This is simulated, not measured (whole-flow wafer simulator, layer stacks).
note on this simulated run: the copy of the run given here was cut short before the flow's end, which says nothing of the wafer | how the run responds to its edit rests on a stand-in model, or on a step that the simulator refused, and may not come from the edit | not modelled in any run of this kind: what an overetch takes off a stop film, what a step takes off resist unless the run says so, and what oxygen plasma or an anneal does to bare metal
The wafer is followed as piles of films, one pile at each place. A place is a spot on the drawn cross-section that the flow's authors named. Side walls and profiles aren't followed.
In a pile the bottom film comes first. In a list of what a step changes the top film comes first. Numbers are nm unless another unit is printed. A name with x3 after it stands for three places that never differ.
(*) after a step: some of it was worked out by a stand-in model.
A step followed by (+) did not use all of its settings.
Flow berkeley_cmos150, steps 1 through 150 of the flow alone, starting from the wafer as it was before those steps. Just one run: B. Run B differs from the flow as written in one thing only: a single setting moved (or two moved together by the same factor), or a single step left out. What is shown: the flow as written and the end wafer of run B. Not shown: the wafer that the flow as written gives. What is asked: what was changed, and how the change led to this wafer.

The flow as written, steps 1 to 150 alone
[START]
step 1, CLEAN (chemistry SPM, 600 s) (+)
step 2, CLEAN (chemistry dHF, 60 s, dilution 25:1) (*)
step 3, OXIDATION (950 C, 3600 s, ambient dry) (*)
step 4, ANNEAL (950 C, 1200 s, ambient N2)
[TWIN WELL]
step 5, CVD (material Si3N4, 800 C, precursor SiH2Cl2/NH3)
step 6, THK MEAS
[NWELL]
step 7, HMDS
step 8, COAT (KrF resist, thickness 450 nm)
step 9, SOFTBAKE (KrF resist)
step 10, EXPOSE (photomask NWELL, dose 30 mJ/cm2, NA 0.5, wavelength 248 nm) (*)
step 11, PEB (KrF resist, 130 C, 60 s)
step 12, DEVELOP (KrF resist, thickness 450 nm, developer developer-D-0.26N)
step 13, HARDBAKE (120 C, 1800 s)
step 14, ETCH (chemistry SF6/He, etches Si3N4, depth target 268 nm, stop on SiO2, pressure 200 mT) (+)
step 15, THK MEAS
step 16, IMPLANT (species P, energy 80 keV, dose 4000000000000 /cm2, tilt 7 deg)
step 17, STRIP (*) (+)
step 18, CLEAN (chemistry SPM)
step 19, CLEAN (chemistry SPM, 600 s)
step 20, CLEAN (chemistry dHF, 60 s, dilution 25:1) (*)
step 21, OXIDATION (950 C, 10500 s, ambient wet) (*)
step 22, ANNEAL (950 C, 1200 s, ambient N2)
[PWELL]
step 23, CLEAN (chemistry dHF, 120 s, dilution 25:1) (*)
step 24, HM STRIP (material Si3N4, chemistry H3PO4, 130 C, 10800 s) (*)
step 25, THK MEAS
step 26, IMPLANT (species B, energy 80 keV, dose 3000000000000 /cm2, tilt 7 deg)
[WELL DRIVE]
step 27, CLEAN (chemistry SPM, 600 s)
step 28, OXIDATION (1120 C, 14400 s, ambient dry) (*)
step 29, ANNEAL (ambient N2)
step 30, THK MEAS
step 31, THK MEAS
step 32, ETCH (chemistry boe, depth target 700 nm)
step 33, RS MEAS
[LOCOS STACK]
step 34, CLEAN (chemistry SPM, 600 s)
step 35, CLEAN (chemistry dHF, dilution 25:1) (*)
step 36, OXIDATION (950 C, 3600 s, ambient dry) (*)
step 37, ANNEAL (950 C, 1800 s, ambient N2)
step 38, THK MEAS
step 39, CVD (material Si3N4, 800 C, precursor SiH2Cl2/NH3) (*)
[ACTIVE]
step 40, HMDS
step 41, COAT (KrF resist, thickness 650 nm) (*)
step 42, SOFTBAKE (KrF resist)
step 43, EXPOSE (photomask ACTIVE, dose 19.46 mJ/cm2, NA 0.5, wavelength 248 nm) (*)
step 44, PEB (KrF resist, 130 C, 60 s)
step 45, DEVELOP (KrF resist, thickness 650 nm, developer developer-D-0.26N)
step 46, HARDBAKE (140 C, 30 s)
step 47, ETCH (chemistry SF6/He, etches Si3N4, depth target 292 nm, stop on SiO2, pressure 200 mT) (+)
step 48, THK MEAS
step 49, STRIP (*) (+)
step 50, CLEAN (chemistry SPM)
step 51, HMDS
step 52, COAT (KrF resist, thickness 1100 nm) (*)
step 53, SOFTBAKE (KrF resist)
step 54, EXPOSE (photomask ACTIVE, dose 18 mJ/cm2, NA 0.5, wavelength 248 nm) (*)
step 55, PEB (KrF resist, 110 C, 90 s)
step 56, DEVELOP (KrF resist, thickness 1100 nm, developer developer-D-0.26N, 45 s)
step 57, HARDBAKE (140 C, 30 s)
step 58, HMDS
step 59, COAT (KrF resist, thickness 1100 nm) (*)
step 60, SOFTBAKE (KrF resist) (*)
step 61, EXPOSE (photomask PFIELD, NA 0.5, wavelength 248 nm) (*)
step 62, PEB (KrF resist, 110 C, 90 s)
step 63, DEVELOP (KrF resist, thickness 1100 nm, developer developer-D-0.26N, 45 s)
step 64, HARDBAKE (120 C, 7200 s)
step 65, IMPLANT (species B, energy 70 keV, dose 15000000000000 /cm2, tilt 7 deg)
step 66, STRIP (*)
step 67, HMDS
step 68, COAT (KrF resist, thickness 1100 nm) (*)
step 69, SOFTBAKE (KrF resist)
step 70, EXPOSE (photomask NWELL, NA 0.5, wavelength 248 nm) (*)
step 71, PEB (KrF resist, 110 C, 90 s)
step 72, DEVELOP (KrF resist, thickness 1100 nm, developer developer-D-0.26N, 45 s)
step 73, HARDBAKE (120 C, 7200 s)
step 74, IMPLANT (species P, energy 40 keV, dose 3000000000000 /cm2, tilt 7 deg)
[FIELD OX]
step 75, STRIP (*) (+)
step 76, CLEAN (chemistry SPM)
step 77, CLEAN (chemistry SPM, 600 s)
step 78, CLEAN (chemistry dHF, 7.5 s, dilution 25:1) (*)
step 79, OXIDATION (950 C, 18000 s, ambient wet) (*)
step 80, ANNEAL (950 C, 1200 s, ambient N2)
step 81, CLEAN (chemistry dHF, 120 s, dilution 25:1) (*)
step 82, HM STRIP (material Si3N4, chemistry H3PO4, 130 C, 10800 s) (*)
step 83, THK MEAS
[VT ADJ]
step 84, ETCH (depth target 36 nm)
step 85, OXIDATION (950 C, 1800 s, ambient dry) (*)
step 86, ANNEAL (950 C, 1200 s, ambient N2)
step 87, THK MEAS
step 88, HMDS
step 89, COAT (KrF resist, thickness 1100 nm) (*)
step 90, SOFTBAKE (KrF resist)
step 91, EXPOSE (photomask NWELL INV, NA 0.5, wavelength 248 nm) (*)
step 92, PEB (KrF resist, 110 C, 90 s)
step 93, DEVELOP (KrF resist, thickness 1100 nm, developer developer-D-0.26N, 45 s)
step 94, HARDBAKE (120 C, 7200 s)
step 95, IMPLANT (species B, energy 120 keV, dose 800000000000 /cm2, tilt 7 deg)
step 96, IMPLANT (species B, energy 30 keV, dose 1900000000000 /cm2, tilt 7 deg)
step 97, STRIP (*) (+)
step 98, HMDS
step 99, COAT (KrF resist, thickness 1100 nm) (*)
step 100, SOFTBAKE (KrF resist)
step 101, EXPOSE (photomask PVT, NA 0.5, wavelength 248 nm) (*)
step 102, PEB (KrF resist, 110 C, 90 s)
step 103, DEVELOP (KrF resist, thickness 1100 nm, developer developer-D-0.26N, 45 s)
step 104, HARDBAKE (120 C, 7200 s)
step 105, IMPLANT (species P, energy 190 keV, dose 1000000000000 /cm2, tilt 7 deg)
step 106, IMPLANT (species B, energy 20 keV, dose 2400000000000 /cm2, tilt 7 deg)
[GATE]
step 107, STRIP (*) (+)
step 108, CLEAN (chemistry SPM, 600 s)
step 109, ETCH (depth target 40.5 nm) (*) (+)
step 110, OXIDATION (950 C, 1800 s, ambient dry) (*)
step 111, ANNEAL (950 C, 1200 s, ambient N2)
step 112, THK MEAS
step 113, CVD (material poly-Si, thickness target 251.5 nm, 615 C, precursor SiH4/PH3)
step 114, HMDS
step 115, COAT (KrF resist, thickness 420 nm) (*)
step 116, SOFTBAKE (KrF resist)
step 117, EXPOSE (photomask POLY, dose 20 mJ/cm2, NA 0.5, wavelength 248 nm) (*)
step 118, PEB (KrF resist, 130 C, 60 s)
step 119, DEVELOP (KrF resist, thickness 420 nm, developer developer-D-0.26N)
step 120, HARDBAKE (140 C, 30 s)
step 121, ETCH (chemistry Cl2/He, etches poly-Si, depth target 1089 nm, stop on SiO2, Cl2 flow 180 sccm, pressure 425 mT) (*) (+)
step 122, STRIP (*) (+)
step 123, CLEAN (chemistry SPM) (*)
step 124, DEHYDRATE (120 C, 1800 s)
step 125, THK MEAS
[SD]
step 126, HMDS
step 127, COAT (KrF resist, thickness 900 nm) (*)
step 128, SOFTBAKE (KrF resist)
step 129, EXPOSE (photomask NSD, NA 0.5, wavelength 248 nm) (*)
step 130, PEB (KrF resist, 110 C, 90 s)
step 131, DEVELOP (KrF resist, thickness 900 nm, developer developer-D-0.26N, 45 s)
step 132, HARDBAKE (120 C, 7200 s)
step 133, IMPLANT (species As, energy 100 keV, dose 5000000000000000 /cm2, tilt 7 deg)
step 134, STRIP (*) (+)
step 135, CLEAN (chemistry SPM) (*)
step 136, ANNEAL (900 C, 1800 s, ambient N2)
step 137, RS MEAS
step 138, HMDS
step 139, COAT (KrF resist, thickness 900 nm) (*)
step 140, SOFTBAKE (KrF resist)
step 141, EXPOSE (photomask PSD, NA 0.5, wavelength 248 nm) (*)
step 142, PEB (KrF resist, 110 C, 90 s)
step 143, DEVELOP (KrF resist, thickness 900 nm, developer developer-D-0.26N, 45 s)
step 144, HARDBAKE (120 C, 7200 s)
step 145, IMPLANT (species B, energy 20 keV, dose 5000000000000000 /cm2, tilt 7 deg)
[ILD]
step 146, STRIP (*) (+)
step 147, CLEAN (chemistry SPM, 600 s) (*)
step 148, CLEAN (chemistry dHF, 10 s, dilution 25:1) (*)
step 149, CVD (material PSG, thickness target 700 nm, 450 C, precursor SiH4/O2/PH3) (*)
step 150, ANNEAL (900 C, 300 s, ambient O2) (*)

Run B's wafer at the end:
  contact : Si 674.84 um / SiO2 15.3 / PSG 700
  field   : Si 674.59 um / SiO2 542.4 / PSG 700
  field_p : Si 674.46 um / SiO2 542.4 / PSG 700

What caused this: step 84, ETCH: depth target 16 nm was run, though the flow has depth target 36 nm.

Step by step, how the change led to this:
  step 84, ETCH (depth target 36 nm)
      gate_n, sd_p, gate_p, contact, m1: SiO2 loses 16 (it would be, as written: SiO2 loses 29.6 (all of it))
      field, field_p, sd_n: SiO2 loses 16 (it would be, as written: SiO2 loses 36)
  step 85, OXIDATION (950 C, 1800 s, ambient dry) (*)
      gate_n, sd_p, gate_p, contact, m1: SiO2 gains 15.5, Si loses 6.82 (it would be, as written: SiO2 gains 20.4 (new film), Si loses 8.98)
      sd_n: SiO2 gains 8.79, Si loses 3.87 (it would be, as written: SiO2 gains 12.2, Si loses 5.35)
  step 109, ETCH (depth target 40.5 nm) (*) (+)
      sd_n: SiO2 loses 40.5 (it would be, as written: SiO2 loses 40.4 (all of it))
      gate_n, sd_p, gate_p, contact, m1: SiO2 loses 29.1 (all of it) (it would be, as written: SiO2 loses 20.4 (all of it))
  step 110, OXIDATION (950 C, 1800 s, ambient dry) (*)
      sd_n: SiO2 gains 13.8, Si loses 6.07 (it would be, as written: SiO2 gains 20.4 (new film), Si loses 8.98)
  step 122, STRIP (*) (+)
      gate_n: chemical SiO2 gains 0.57 (new film), KrF resist loses 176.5 (all of it), poly-Si loses 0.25 (it would be, as written: chemical SiO2 gains 0.57 (new film), KrF resist loses 169.8 (all of it), poly-Si loses 0.25)
